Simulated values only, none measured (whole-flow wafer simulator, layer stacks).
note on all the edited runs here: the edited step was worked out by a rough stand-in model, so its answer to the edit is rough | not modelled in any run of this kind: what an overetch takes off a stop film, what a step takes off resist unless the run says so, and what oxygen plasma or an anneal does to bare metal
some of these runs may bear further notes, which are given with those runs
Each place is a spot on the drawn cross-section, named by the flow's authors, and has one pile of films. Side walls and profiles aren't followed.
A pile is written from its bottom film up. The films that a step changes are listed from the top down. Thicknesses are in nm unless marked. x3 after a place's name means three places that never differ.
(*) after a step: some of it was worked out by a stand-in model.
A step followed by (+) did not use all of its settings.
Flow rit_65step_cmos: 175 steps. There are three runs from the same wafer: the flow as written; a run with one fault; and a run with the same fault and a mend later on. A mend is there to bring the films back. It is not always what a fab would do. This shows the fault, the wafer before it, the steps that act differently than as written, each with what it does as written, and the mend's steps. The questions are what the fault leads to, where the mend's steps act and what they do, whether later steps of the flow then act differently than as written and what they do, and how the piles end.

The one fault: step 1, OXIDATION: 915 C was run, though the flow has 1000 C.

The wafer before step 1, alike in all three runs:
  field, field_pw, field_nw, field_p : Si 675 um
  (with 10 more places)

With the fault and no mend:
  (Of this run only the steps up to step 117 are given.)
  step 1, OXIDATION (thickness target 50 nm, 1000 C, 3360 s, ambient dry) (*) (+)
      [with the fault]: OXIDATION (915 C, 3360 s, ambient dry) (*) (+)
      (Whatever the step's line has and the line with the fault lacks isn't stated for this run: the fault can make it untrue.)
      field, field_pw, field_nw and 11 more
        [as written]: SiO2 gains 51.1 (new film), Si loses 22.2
        [with the fault]: SiO2 gains 24.7 (new film), Si loses 10.6
  Later steps of the flow acting differently than as written (not shown: 38 more steps that differ only slightly, by at most 2% or 0.5 nm, whichever is larger):
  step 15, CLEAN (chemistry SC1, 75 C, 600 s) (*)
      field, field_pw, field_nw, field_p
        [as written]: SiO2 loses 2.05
        [with the fault]: chemical SiO2 gains 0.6 (new film), SiO2 loses 1.6 (all of it), Si loses 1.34
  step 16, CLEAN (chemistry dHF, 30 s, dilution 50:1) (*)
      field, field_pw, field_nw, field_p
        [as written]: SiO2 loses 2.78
        [with the fault]: chemical SiO2 loses 0.6 (all of it)
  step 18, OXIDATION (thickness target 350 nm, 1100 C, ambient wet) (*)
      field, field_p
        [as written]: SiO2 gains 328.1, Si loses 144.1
        [with the fault]: SiO2 gains 346.7 (new film), chemical SiO2 loses 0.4 (all of it), Si loses 152.1
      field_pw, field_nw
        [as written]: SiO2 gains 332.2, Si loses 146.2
        [with the fault]: SiO2 gains 350 (new film), chemical SiO2 loses 0.4 (all of it), Si loses 153.8
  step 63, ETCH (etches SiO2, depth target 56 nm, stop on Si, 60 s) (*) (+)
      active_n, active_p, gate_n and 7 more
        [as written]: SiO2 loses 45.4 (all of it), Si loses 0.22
        [with the fault]: SiO2 loses 19 (all of it), Si loses 0.76
  The piles after step 117 are only slightly different from the flow's at the places that both follow, by no more than 2% or 0.5 nm, whichever is larger.

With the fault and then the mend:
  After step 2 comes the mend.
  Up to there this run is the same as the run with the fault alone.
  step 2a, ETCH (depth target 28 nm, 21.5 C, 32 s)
      field, field_pw, field_nw and 11 more
        SiO2 loses 24.7 (all of it)
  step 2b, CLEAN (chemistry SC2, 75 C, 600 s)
      field, field_pw, field_nw and 11 more
        chemical SiO2 gains 0.4 (new film), Si loses 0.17
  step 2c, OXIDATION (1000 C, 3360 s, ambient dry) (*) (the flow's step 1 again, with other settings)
      field, field_pw, field_nw and 11 more
        SiO2 gains 51 (new film), chemical SiO2 loses 0.4 (all of it), Si loses 22.3
  Later steps of the flow acting differently than as written (not shown: 18 more steps that differ only slightly, by at most 2% or 0.5 nm, whichever is larger):
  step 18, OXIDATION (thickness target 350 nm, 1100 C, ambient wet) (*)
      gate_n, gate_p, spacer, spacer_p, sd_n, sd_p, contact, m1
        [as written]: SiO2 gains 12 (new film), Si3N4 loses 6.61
        [with the mend]: SiO2 gains 12 (new film), Si3N4 loses 6.61, SiO2 gains 0.03
  The piles end only slightly different from the flow's at the places that both follow, by no more than 2% or 0.5 nm, whichever is larger.
